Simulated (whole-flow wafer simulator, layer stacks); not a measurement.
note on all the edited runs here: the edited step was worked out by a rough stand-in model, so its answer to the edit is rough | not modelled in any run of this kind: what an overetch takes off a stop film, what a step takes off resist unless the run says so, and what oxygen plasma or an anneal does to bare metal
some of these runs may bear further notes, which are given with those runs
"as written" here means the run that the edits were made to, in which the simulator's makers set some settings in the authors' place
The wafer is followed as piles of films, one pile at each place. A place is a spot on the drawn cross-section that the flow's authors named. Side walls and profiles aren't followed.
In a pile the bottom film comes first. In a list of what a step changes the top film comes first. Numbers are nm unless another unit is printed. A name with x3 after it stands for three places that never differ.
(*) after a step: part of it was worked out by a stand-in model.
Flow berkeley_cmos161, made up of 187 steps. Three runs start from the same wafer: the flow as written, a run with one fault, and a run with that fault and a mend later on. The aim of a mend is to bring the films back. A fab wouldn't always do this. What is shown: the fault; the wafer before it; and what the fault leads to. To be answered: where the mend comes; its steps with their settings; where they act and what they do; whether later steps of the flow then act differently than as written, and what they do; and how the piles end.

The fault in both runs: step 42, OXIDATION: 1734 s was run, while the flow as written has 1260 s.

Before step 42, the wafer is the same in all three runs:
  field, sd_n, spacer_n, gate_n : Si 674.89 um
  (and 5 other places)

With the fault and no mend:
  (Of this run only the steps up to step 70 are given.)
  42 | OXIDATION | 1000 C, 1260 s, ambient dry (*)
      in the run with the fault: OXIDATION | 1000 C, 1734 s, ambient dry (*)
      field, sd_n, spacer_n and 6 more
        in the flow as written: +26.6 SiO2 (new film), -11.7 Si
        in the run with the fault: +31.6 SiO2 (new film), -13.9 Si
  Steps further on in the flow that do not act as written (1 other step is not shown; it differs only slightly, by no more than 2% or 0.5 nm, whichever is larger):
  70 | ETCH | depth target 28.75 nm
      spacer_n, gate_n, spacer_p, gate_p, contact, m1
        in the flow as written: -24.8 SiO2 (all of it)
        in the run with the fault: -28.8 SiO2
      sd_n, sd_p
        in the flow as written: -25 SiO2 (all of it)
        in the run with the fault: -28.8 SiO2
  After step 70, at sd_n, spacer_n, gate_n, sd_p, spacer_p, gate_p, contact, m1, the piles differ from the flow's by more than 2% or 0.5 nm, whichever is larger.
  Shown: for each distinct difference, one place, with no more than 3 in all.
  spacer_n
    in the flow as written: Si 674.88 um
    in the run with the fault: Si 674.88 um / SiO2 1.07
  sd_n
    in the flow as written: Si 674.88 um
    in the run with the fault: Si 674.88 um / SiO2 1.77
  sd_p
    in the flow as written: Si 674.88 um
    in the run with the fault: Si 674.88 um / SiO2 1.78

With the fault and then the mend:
  The mend follows step 43.
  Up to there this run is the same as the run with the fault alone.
  43a | ETCH | chemistry boe, depth target 36 nm (the flow's step 38 again, with other settings)
      field, sd_n, spacer_n and 6 more
        -31.6 SiO2 (all of it)
  43b | CLEAN | chemistry SPM (*) (the flow's step 36 again)
      field, sd_n, spacer_n and 6 more
        +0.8 chemical SiO2 (new film), -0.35 Si
  43c | OXIDATION | 1000 C, 1260 s, ambient dry (*) (the flow's step 42 again)
      field, sd_n, spacer_n and 6 more
        +26.7 SiO2 (new film), -0.8 chemical SiO2 (all of it), -11.4 Si
  Every later step of the flow that is run acts as written, at every place that is followed, to within 2% or 0.5 nm, whichever is larger.
  The piles end only slightly different from the flow's at the places that both follow, by no more than 2% or 0.5 nm, whichever is larger.
